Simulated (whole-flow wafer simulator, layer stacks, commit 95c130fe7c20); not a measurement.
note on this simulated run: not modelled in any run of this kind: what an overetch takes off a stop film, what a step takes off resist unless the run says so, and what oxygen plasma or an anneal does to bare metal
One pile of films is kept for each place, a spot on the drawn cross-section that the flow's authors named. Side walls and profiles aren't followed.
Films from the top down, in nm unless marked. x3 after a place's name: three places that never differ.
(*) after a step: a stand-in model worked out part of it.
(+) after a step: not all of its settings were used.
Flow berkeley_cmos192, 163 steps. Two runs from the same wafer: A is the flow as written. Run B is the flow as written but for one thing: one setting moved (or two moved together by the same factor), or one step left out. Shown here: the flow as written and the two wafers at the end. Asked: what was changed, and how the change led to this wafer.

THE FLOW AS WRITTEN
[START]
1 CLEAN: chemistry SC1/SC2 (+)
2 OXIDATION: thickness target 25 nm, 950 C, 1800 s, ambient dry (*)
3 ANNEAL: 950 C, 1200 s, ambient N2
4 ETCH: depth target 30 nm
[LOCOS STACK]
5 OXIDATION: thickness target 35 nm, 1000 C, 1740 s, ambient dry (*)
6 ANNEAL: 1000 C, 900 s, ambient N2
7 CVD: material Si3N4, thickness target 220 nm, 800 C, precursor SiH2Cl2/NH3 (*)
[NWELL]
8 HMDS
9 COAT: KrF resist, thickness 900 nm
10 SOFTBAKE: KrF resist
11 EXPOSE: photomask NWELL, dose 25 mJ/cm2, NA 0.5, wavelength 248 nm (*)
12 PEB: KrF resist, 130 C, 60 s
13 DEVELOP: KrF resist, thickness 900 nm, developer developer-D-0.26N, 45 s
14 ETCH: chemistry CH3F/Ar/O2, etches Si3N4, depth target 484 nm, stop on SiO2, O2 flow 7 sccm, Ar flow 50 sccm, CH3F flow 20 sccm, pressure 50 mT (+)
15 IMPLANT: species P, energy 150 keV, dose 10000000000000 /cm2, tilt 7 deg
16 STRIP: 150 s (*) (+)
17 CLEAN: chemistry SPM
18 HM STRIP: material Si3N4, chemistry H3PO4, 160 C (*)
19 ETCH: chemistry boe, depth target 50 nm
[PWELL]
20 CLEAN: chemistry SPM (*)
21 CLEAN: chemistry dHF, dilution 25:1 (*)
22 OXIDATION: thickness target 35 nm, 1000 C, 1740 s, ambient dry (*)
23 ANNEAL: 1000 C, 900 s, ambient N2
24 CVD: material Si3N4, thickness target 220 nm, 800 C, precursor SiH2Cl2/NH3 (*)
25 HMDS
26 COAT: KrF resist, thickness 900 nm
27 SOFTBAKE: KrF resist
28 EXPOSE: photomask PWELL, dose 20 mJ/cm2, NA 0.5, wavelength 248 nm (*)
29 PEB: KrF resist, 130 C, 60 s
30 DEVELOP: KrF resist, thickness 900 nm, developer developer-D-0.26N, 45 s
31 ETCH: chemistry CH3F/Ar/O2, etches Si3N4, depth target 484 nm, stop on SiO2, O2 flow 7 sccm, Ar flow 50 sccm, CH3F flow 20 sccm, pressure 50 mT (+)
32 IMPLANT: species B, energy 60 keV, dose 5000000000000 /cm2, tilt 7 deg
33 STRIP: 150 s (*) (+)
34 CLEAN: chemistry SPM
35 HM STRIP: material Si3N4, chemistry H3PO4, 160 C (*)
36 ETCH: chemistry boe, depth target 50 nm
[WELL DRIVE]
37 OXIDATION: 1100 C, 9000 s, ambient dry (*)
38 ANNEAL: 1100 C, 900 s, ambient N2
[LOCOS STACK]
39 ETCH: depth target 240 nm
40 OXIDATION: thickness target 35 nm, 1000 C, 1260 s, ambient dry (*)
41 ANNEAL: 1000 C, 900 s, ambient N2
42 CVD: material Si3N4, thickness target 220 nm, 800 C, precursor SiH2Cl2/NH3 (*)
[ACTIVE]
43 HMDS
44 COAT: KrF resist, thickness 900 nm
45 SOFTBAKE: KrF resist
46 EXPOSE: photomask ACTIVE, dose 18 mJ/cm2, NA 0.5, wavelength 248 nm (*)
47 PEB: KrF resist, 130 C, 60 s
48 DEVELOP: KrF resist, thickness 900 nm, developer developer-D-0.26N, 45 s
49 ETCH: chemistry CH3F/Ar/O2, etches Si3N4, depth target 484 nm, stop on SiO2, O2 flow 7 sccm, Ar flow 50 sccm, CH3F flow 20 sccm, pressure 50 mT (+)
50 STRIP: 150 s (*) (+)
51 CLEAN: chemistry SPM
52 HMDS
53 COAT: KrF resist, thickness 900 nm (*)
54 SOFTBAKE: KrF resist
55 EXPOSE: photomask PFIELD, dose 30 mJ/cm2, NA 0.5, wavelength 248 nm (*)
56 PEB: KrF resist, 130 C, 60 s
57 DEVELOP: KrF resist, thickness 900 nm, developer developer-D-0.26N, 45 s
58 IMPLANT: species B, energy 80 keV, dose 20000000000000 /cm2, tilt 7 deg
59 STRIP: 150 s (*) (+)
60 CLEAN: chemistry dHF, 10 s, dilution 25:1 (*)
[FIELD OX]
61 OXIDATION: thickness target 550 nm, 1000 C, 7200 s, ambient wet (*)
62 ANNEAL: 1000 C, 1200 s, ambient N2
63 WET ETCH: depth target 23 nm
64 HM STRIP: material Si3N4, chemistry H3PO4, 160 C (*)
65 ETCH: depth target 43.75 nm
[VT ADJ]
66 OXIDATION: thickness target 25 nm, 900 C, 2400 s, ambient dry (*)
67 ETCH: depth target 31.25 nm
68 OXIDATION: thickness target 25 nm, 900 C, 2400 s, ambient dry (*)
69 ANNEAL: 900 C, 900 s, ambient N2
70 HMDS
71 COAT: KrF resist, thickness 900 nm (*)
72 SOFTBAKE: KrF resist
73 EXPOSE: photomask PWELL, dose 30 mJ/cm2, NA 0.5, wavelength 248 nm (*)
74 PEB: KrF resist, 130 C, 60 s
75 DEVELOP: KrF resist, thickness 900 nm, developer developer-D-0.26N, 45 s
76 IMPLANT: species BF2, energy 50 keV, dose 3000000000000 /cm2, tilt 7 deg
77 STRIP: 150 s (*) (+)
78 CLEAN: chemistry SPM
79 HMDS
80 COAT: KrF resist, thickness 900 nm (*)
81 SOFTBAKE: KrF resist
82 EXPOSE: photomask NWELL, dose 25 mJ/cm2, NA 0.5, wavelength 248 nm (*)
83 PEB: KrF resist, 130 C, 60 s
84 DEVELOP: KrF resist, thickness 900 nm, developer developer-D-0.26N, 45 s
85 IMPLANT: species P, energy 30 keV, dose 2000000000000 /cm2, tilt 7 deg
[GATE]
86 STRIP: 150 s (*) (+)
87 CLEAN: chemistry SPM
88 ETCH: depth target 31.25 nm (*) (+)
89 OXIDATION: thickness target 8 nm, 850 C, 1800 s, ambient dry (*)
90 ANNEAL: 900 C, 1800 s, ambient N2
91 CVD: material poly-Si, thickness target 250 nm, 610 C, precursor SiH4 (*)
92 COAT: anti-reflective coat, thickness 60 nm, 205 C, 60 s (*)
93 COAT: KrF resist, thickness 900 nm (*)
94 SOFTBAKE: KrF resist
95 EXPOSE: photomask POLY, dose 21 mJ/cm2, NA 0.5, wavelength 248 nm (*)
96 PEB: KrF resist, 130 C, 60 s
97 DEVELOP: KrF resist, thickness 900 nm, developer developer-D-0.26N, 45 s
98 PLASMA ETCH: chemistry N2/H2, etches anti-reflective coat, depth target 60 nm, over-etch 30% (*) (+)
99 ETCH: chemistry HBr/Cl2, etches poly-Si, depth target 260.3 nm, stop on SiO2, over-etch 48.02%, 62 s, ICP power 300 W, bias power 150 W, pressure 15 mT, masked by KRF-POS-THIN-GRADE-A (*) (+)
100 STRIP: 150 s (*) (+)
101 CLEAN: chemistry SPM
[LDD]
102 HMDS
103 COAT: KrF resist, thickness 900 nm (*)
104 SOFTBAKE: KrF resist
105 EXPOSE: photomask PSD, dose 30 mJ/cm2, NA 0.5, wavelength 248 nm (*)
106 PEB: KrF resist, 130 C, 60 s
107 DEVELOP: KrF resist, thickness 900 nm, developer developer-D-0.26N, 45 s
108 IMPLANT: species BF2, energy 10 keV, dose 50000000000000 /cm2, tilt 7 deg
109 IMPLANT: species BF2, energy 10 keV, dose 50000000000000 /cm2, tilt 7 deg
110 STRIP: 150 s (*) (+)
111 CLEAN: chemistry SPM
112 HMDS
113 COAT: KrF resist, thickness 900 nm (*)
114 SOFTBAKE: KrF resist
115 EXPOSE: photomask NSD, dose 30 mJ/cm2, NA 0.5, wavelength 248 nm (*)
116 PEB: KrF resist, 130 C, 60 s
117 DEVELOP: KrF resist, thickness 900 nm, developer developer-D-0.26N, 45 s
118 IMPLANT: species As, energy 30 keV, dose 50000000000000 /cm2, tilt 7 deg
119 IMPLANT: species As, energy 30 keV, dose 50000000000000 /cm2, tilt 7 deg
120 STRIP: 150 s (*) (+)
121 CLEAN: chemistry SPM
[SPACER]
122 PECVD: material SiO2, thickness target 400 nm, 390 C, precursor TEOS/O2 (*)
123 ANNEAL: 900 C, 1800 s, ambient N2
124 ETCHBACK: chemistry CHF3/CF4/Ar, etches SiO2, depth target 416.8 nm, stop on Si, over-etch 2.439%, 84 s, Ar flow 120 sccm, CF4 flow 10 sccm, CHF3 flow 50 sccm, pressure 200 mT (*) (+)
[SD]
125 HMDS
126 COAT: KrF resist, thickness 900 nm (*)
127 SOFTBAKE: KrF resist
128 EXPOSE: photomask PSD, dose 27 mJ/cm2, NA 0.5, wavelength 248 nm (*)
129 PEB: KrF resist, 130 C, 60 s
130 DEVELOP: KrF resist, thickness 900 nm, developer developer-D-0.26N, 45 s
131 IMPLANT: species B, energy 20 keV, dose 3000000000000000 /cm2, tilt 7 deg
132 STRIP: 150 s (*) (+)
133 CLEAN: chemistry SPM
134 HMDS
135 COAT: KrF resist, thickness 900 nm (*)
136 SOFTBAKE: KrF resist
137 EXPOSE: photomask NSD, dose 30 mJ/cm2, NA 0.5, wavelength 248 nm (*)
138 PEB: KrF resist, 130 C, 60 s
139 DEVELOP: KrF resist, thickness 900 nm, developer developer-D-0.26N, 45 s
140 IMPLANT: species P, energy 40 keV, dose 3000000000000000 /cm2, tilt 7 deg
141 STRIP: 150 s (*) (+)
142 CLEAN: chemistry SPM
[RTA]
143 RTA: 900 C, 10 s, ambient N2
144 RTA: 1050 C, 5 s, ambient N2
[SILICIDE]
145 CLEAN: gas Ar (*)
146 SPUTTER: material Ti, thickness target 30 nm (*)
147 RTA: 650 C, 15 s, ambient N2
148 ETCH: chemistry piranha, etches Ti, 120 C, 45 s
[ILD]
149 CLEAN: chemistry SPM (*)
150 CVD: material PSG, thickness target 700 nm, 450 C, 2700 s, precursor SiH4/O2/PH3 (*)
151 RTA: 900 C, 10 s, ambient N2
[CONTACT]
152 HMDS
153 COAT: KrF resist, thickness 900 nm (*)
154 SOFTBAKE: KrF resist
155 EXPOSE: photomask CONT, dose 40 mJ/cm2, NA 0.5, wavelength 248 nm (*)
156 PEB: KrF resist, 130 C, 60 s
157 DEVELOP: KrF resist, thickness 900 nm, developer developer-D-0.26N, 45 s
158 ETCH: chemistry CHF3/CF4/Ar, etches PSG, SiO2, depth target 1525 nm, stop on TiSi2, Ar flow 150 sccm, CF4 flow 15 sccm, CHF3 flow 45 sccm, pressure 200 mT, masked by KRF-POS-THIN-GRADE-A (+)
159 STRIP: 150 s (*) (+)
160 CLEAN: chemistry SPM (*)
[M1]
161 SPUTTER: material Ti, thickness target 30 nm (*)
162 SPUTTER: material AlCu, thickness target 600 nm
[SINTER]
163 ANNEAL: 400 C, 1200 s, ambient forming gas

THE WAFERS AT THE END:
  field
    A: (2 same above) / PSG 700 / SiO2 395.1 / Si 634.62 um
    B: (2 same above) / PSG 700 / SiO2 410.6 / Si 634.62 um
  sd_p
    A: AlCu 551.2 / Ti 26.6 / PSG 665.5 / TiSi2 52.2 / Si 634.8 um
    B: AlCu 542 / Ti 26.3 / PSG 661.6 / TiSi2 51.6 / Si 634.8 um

The cause: step 44, COAT: thickness 450 nm was run, where the flow has thickness 900 nm; step 67, ETCH: depth target 15.62 nm was run, where the flow has depth target 31.25 nm.

How the change led to this, step by step:
  44 COAT: KrF resist, thickness 900 nm
      field, sd_n, spacer_n and 6 more: A KrF resist +900 (new film) | B KrF resist +450 (new film)
  47 PEB: KrF resist, 130 C, 60 s
      field, sd_n, spacer_n and 6 more: A KrF resist -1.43 | B KrF resist -0.63
  48 DEVELOP: KrF resist, thickness 900 nm, developer developer-D-0.26N, 45 s
      field: A KrF resist -898.6 (all of it) | B KrF resist -449.4 (all of it)
  50 STRIP: 150 s (*) (+)
      sd_n, spacer_n, gate, sd_p, spacer_p, gate_p, contact, m1: A KrF resist -723 (all of it) | B KrF resist -273.8 (all of it)
  67 ETCH: depth target 31.25 nm
      field: A SiO2 -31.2 | B SiO2 -15.6
  92 COAT: anti-reflective coat, thickness 60 nm, 205 C, 60 s (*)
      sd_n: A anti-reflective coat +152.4 (new film) | B anti-reflective coat +163.4 (new film)
      spacer_n: A anti-reflective coat +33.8 (new film) | B anti-reflective coat +30.1 (new film)
      (and at 6 more places)
  98 PLASMA ETCH: chemistry N2/H2, etches anti-reflective coat, depth target 60 nm, over-etch 30% (*) (+)
      sd_n: A anti-reflective coat -152.4 (all of it), poly-Si -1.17 | B anti-reflective coat -163.4 (all of it), poly-Si -1.26
      spacer_n: A anti-reflective coat -33.8 (all of it), poly-Si -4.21 | B anti-reflective coat -30.1 (all of it), poly-Si -4.68
      (and at 4 more places)
  100 STRIP: 150 s (*) (+)
      gate: A chemical SiO2 +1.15 (new film), KrF resist -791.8 (all of it), anti-reflective coat -30 (all of it), poly-Si -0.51 | B chemical SiO2 +1.15 (new film), KrF resist -805 (all of it), anti-reflective coat -26 (all of it), poly-Si -0.51
      gate_p: A chemical SiO2 +1.15 (new film), KrF resist -765.1 (all of it), anti-reflective coat -31 (all of it), poly-Si -0.51 | B chemical SiO2 +1.15 (new film), KrF resist -773.7 (all of it), anti-reflective coat -28.2 (all of it), poly-Si -0.51
  147 RTA: 650 C, 15 s, ambient N2
      sd_p: A Ti -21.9, TiSi first +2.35 (new film), TiSi2 C49 +52.1 (new film), Si -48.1 | B Ti -21.6, TiSi first +1.72 (new film), TiSi2 C49 +52.4 (new film), Si -47.9
  151 RTA: 900 C, 10 s, ambient N2
      sd_p: A under 1 film: TiSi2 +52.2 (new film), TiSi first -2.25 (all of it), TiSi2 C49 -52.1 (all of it), Si -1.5 | B under 1 film: TiSi2 +51.6 (new film), TiSi first -1.62 (all of it), TiSi2 C49 -52.4 (all of it), Si -1.08
